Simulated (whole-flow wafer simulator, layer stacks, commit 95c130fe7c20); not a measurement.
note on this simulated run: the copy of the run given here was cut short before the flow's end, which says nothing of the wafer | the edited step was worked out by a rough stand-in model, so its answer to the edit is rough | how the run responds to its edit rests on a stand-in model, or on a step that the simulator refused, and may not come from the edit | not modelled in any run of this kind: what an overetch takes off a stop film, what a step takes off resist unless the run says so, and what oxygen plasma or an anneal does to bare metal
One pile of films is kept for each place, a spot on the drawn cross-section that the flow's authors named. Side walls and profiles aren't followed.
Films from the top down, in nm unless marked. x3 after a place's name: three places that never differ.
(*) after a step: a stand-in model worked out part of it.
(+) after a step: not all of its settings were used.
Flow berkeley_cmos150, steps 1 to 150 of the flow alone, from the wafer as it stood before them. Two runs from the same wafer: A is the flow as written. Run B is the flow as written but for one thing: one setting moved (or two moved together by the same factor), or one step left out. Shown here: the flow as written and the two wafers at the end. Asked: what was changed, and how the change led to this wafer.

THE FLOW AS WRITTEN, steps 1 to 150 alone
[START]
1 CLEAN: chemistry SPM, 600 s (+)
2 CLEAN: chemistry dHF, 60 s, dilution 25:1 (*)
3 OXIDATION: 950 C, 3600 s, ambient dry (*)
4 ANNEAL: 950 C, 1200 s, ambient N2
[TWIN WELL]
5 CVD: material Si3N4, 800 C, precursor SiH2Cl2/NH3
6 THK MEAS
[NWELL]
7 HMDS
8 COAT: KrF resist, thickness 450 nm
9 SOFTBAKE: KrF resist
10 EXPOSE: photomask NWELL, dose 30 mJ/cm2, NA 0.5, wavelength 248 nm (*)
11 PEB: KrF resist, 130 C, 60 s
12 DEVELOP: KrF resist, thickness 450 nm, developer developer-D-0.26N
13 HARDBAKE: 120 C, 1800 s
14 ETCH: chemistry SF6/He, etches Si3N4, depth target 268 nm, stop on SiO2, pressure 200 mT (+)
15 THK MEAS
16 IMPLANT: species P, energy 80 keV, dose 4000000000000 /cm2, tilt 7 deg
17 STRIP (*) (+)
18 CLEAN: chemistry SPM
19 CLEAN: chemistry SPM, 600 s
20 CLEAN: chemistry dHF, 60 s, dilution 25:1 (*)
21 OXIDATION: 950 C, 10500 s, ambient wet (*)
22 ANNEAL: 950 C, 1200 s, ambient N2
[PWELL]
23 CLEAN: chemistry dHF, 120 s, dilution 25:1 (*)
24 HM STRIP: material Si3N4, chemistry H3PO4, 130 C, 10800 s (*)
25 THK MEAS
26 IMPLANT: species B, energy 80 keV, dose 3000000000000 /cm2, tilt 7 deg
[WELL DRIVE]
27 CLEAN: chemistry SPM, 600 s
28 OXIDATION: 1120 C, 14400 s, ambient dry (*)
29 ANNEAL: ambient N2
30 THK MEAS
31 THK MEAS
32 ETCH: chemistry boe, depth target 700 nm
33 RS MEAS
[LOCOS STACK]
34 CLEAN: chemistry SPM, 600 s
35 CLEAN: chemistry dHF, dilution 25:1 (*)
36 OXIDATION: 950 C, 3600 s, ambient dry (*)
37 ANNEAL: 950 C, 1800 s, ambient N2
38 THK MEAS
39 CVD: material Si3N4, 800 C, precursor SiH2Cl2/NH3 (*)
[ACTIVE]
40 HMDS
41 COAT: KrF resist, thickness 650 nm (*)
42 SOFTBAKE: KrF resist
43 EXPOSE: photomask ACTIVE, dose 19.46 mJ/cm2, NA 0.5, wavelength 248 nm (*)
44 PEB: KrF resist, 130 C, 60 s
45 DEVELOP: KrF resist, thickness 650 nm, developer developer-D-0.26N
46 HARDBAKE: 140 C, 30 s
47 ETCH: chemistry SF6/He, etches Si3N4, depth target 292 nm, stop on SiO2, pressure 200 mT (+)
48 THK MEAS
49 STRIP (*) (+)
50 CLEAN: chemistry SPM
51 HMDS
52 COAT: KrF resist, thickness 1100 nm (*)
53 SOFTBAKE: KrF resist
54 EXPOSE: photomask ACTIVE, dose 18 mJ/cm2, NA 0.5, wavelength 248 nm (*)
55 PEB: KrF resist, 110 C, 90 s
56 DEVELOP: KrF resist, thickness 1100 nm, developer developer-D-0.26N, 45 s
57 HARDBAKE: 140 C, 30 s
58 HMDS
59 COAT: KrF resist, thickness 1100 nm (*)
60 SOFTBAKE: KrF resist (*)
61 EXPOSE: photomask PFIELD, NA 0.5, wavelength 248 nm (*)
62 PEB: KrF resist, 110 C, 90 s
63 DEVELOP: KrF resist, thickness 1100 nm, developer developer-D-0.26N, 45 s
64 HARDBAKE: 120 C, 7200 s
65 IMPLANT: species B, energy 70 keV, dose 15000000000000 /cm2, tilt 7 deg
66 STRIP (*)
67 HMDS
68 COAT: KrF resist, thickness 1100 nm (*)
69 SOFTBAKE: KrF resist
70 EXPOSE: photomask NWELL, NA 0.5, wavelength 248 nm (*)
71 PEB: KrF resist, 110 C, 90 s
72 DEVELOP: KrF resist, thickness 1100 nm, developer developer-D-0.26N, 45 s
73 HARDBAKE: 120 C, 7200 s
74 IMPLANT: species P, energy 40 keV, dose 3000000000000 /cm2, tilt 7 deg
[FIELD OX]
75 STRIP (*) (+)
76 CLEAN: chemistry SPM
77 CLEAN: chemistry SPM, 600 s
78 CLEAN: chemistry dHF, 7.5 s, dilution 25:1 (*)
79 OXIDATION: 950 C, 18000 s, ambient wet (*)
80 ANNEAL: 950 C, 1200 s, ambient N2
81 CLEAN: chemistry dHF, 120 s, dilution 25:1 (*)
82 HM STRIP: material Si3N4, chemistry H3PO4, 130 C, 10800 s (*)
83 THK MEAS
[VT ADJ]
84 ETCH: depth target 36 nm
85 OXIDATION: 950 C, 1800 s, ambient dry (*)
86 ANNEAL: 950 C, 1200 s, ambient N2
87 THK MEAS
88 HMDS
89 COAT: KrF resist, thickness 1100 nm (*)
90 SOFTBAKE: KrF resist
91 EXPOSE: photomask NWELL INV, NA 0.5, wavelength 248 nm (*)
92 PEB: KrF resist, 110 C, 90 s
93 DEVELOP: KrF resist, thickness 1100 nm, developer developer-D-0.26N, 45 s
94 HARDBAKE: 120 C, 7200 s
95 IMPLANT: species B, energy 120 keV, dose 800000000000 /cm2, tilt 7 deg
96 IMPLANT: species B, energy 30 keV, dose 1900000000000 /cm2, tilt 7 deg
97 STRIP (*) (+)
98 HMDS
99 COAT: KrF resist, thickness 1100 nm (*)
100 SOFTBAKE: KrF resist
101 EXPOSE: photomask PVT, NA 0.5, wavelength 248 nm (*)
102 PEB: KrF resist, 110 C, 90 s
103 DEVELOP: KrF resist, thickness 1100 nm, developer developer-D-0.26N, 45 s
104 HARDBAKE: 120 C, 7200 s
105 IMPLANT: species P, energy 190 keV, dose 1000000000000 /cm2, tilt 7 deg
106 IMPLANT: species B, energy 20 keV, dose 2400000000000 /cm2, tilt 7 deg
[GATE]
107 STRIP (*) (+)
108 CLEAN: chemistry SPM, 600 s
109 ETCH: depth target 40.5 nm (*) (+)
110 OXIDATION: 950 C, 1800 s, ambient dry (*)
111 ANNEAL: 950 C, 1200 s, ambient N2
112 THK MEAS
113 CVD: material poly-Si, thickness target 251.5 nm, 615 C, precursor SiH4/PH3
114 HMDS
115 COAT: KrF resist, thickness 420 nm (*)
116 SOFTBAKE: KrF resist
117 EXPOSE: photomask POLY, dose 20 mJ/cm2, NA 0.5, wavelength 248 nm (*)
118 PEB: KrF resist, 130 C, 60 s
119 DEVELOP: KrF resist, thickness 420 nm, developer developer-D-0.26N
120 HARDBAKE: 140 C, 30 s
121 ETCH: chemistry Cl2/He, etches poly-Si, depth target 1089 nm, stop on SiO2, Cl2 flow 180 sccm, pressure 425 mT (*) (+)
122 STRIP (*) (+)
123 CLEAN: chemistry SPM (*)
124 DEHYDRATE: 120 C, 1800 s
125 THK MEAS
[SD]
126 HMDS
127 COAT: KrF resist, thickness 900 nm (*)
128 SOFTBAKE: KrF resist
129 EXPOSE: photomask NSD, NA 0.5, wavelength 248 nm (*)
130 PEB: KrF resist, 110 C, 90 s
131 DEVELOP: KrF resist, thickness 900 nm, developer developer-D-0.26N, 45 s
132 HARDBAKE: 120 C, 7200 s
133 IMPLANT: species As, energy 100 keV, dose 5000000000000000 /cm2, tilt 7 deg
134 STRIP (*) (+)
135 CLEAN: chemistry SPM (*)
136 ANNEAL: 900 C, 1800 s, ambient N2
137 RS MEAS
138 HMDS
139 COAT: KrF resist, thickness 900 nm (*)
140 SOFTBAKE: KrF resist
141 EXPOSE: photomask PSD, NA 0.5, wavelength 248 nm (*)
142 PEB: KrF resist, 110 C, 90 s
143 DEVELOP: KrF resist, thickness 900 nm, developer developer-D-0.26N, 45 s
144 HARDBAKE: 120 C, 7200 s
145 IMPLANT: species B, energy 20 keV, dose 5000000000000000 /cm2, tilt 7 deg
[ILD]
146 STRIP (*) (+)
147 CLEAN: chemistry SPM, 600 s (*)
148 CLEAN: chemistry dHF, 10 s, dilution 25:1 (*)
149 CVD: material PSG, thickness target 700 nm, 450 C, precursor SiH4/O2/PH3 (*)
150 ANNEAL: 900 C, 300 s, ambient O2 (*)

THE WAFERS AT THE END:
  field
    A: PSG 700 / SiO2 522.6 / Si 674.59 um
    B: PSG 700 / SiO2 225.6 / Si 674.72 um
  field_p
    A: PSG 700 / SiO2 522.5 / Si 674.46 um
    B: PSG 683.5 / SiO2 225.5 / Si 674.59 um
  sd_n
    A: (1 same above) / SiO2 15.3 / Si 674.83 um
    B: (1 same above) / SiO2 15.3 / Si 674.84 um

The cause: step 79, OXIDATION: 879 C was run, where the flow has 950 C.

How the change led to this, step by step:
  79 OXIDATION: 950 C, 18000 s, ambient wet (*)
      gate_n, sd_p, gate_p, contact, m1: A SiO2 +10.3 (new film), Si3N4 -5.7 | B SiO2 +3.16 (new film), Si3N4 -1.75
      field: A SiO2 +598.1, Si -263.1 | B SiO2 +297.2, Si -130.8
      (and at 2 more places)
  81 CLEAN: chemistry dHF, 120 s, dilution 25:1 (*)
      sd_n, gate_n, sd_p, gate_p, contact, m1: A SiO2 -10.3 (all of it), Si3N4 -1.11 | B SiO2 -3.16 (all of it), Si3N4 -1.74
  82 HM STRIP: material Si3N4, chemistry H3PO4, 130 C, 10800 s (*)
      sd_n, gate_n, contact, m1: A Si3N4 -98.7 (all of it), SiO2 -1.88 | B Si3N4 -102 (all of it), SiO2 -1.85
      sd_p, gate_p: A Si3N4 -98.6 (all of it), SiO2 -1.88 | B Si3N4 -101.9 (all of it), SiO2 -1.85
  85 OXIDATION: 950 C, 1800 s, ambient dry (*)
      field, field_p: A SiO2 +2.35, Si -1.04 | B SiO2 +4.12, Si -1.81
      sd_n: A SiO2 +12.2, Si -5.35 | B SiO2 +18.4, Si -8.1
  89 COAT: KrF resist, thickness 1100 nm (*)
      field: A KrF resist +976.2 (new film) | B KrF resist +1028.9 (new film)
      field_p: A KrF resist +1087.8 (new film) | B KrF resist +1141.4 (new film)
      (and at 6 more places)
  92 PEB: KrF resist, 110 C, 90 s
      sd_n: A KrF resist -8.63 | B KrF resist -7.99
      gate_n: A KrF resist -8.49 | B KrF resist -7.93
      (and at 4 more places)
  93 DEVELOP: KrF resist, thickness 1100 nm, developer developer-D-0.26N, 45 s
      field: A KrF resist -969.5 (all of it) | B KrF resist -1021.8 (all of it)
      sd_n: A KrF resist -1234.3 (all of it) | B KrF resist -1146.7 (all of it)
      (and at 2 more places)
  94 HARDBAKE: 120 C, 7200 s
      field_p: A KrF resist -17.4 | B KrF resist -18.3
      sd_p: A KrF resist -21.4 | B KrF resist -19.9
      (and at 2 more places)
  97 STRIP (*) (+)
      field_p: A KrF resist -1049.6 (all of it) | B KrF resist -1101.9 (all of it)
      sd_p: A KrF resist -1273.5 (all of it) | B KrF resist -1189.2 (all of it)
      (and at 2 more places)
  99 COAT: KrF resist, thickness 1100 nm (*)
      field: A KrF resist +976.2 (new film) | B KrF resist +1028.9 (new film)
      field_p: A KrF resist +1087.8 (new film) | B KrF resist +1141.4 (new film)
      (and at 6 more places)
  102 PEB: KrF resist, 110 C, 90 s
      sd_n: A KrF resist -8.63 | B KrF resist -7.99
      gate_n: A KrF resist -8.49 | B KrF resist -7.93
      (and at 4 more places)
  103 DEVELOP: KrF resist, thickness 1100 nm, developer developer-D-0.26N, 45 s
      sd_p: A KrF resist -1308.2 (all of it) | B KrF resist -1222.3 (all of it)
      gate_p: A KrF resist -1282.6 (all of it) | B KrF resist -1210.5 (all of it)
  104 HARDBAKE: 120 C, 7200 s
      field: A KrF resist -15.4 | B KrF resist -16.3
      field_p: A KrF resist -17.4 | B KrF resist -18.3
      (and at 4 more places)
  107 STRIP (*) (+)
      field: A KrF resist -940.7 (all of it) | B KrF resist -992.2 (all of it)
      field_p: A KrF resist -1049.6 (all of it) | B KrF resist -1101.9 (all of it)
      (and at 4 more places)
  109 ETCH: depth target 40.5 nm (*) (+)
      sd_n: A SiO2 -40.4 (all of it) | B SiO2 -21.4 (all of it)
  110 OXIDATION: 950 C, 1800 s, ambient dry (*)
      field, field_p: A SiO2 +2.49, Si -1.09 | B SiO2 +4.53, Si -1.99
  ... 14 more steps ...
  149 CVD: material PSG, thickness target 700 nm, 450 C, precursor SiH4/O2/PH3 (*)
      field_p: A PSG +700 (new film) | B PSG +683.5 (new film)
      sd_p: A PSG +639.5 (new film) | B PSG +671.3 (new film)
